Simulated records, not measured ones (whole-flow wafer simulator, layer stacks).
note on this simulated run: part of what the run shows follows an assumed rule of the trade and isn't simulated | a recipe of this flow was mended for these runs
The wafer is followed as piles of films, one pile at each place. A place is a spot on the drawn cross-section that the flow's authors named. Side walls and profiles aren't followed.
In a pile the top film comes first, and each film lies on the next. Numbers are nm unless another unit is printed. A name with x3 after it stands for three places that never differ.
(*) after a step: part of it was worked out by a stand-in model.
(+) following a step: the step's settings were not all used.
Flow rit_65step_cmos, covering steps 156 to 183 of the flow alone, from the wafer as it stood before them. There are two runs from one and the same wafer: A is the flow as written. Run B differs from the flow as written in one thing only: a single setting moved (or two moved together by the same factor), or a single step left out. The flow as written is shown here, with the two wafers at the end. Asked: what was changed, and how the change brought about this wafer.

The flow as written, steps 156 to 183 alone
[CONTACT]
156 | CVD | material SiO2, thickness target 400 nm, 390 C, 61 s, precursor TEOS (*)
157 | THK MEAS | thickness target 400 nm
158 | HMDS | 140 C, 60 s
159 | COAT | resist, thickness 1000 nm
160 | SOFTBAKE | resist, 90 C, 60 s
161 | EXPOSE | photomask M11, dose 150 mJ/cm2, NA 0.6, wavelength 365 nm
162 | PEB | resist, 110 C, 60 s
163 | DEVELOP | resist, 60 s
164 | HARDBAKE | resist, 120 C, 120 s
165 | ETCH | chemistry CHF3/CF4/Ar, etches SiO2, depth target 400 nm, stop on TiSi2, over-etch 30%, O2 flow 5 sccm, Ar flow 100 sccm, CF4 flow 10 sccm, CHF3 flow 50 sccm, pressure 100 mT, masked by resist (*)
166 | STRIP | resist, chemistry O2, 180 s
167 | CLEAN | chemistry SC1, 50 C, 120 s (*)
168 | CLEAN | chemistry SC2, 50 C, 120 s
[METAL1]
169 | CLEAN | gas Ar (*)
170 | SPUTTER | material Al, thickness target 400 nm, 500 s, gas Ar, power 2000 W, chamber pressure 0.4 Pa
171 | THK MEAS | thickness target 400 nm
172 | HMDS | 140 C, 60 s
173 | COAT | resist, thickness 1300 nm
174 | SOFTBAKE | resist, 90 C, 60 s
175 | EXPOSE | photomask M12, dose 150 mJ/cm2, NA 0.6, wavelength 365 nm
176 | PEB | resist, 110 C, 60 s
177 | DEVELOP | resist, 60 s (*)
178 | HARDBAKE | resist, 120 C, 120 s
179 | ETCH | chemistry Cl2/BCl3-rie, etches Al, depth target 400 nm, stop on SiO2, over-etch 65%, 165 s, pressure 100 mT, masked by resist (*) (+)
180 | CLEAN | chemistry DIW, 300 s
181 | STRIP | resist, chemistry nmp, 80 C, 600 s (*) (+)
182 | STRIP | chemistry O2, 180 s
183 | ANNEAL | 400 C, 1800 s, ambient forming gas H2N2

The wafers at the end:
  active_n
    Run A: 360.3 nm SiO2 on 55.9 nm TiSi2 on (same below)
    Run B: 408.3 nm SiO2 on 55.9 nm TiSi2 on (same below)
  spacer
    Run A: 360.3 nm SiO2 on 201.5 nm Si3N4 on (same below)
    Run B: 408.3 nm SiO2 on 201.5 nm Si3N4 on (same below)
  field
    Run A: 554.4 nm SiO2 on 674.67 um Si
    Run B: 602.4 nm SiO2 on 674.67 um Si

The reason: step 156, CVD: thickness target 448 nm was run, whereas the flow has thickness target 400 nm; step 156, CVD: 68 s was run, where the flow has 61 s.

Step by step, how the change led to this:
  156 | CVD | material SiO2, thickness target 400 nm, 390 C, 61 s, precursor TEOS (*)
      active_n, active_p, gate_n and 7 more: A SiO2 gains 400 (new film) | B SiO2 gains 448 (new film)
      field, field_pw, field_nw, field_p: A SiO2 gains 400 | B SiO2 gains 448
  165 | ETCH | chemistry CHF3/CF4/Ar, etches SiO2, depth target 400 nm, stop on TiSi2, over-etch 30%, O2 flow 5 sccm, Ar flow 100 sccm, CF4 flow 10 sccm, CHF3 flow 50 sccm, pressure 100 mT, masked by resist (*)
      contact: A SiO2 loses 400 (all of it), TiSi2 loses 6 | B SiO2 loses 448 (all of it), TiSi2 loses 3.6
  170 | SPUTTER | material Al, thickness target 400 nm, 500 s, gas Ar, power 2000 W, chamber pressure 0.4 Pa
      contact: A Al gains 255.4 (new film) | B Al gains 242.3 (new film)
  173 | COAT | resist, thickness 1300 nm
      contact: A resist gains 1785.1 (new film) | B resist gains 1836.1 (new film)
  176 | PEB | resist, 110 C, 60 s
      contact: A resist loses 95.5 | B resist loses 98.4
  178 | HARDBAKE | resist, 120 C, 120 s
      contact: A resist loses 62.1 | B resist loses 64.1
  181 | STRIP | resist, chemistry nmp, 80 C, 600 s (*) (+)
      contact: A resist loses 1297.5 (all of it) | B resist loses 1343.5 (all of it)
